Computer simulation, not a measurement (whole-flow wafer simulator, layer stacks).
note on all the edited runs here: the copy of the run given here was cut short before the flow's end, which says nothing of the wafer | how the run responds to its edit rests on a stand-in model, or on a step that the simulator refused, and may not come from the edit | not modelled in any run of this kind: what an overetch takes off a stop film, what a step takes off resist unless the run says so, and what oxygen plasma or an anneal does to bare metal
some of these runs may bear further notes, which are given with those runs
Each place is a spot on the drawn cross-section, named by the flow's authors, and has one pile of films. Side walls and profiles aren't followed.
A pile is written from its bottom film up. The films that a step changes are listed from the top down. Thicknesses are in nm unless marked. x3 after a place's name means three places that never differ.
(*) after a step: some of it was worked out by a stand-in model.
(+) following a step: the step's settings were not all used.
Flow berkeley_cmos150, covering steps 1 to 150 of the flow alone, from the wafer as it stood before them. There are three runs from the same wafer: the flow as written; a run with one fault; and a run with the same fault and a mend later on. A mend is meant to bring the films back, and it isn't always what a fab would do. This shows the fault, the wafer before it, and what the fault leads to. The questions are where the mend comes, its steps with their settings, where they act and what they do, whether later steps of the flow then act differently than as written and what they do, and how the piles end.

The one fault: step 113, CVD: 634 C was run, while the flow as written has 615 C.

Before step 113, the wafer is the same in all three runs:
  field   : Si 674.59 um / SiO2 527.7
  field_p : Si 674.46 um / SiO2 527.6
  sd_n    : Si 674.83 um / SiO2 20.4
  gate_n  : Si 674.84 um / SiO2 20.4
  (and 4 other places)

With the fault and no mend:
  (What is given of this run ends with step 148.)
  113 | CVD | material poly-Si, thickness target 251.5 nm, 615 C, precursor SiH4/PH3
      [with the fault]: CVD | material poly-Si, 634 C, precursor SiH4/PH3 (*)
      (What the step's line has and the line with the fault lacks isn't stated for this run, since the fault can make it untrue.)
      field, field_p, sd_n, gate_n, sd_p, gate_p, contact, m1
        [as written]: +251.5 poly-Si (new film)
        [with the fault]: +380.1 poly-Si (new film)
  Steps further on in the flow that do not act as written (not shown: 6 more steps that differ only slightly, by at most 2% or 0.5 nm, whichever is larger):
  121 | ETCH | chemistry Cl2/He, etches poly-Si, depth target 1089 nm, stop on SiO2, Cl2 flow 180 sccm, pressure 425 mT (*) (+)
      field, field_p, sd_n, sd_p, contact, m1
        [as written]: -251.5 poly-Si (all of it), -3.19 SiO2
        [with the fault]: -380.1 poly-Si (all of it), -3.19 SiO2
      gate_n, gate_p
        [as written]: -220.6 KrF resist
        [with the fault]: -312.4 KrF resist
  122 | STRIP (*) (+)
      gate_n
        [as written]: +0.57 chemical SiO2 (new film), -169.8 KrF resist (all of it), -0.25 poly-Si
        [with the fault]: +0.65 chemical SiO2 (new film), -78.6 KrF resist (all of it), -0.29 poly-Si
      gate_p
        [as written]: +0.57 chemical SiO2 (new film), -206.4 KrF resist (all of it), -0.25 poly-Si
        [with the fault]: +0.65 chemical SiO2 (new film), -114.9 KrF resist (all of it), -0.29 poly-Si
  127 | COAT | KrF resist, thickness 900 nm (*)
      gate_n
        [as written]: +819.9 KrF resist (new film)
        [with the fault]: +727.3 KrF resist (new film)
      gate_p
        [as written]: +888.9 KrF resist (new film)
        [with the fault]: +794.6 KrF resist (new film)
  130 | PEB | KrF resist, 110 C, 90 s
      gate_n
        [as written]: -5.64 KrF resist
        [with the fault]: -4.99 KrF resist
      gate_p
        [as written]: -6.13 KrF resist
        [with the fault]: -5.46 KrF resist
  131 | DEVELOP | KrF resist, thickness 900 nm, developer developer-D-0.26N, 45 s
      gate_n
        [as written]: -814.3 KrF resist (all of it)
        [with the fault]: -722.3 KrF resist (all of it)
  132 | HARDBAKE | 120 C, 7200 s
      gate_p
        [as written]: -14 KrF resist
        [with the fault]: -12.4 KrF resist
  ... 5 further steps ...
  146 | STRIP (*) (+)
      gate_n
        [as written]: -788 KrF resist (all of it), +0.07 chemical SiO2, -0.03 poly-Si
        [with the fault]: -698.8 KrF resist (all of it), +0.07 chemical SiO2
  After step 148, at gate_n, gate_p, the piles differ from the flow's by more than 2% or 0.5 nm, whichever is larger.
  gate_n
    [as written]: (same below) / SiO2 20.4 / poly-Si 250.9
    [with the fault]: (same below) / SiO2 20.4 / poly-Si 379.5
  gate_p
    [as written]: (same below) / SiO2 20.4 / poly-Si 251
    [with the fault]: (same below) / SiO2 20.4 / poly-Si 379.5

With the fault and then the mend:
  The mend follows step 113.
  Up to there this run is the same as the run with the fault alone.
  113a | ETCH | chemistry tmah, depth target 128.6 nm
      field, field_p, sd_n, gate_n, sd_p, gate_p, contact, m1
        -128.6 poly-Si
  Later steps of the flow that are run all act as written at every place that is followed, up to a difference of at most 2% or 0.5 nm, whichever is larger.
  At the end the piles are close to the flow's at the places that both follow, differing by at most 2% or 0.5 nm, whichever is larger.
